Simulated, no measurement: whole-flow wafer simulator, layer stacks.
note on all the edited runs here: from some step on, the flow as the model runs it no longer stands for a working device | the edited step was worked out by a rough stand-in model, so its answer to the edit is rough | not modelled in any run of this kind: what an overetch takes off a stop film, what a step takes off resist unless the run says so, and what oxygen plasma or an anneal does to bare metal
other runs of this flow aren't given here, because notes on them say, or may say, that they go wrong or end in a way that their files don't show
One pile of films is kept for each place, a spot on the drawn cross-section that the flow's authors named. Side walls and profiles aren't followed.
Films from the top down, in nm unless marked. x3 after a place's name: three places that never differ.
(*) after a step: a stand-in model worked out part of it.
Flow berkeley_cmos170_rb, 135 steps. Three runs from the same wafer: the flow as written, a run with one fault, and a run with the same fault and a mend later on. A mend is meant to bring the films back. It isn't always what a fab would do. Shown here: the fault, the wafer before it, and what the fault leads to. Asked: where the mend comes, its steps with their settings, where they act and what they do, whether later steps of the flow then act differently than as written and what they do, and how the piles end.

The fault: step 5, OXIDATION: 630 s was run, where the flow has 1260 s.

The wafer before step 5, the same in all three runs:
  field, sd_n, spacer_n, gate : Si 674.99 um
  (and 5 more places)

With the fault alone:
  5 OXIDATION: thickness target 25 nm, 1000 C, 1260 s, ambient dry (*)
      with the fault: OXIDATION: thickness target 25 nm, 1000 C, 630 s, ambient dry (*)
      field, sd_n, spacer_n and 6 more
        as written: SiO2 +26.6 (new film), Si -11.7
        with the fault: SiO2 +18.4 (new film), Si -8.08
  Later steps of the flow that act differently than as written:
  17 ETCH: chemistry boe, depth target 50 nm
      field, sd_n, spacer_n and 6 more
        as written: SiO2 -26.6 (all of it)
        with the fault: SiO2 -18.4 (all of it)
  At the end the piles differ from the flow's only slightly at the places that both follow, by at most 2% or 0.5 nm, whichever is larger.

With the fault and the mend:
  The mend comes after step 5.
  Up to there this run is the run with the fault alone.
  5a OXIDATION: thickness target 25 nm, 1000 C, 630 s, ambient dry (*) (the flow's step 5 once more, with other settings)
      field, sd_n, spacer_n and 6 more
        SiO2 +8.19, Si -3.6
  No later step of the flow acts differently than as written at any place that is followed.
  At the end the piles are the same as the flow's at every place that both follow.
